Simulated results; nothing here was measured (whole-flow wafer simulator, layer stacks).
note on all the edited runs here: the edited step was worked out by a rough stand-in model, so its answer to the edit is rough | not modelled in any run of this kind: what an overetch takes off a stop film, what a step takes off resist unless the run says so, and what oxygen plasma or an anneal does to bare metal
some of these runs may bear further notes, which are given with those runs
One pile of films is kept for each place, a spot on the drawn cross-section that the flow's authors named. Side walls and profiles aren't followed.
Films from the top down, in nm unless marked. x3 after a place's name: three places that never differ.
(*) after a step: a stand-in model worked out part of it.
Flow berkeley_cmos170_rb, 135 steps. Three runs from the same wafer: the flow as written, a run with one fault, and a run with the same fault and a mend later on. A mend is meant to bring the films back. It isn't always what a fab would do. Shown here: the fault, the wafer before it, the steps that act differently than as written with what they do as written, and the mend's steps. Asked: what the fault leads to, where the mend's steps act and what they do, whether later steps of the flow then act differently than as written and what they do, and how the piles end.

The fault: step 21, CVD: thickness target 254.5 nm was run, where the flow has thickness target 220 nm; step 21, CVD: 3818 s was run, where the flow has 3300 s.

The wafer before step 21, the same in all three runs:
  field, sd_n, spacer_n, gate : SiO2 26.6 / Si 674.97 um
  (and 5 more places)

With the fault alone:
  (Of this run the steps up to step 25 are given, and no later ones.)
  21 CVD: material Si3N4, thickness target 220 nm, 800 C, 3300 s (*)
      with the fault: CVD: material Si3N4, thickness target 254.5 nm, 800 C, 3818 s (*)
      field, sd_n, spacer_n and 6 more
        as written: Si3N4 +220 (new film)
        with the fault: Si3N4 +254.5 (new film)
  No later step of the flow up to step 25 acts differently than as written at any place that is followed.
  After step 25 the piles differ from the flow's by more than 2% or 0.5 nm, whichever is larger, at field, sd_n, spacer_n and 6 more.
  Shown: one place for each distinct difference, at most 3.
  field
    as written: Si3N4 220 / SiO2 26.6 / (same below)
    with the fault: Si3N4 254.5 / SiO2 26.6 / (same below)
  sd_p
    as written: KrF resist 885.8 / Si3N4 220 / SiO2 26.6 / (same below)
    with the fault: KrF resist 885.8 / Si3N4 254.5 / SiO2 26.6 / (same below)

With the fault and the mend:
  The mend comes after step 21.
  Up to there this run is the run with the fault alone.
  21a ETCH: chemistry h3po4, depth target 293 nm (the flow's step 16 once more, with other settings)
      field, sd_n, spacer_n and 6 more
        Si3N4 -254.5 (all of it)
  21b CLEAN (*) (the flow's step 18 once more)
      changes no film at any place that is followed
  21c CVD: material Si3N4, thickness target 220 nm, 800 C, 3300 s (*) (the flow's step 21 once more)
      field, sd_n, spacer_n and 6 more
        Si3N4 +220 (new film)
  No later step of the flow acts differently than as written at any place that is followed.
  At the end the piles are the same as the flow's at every place that both follow.
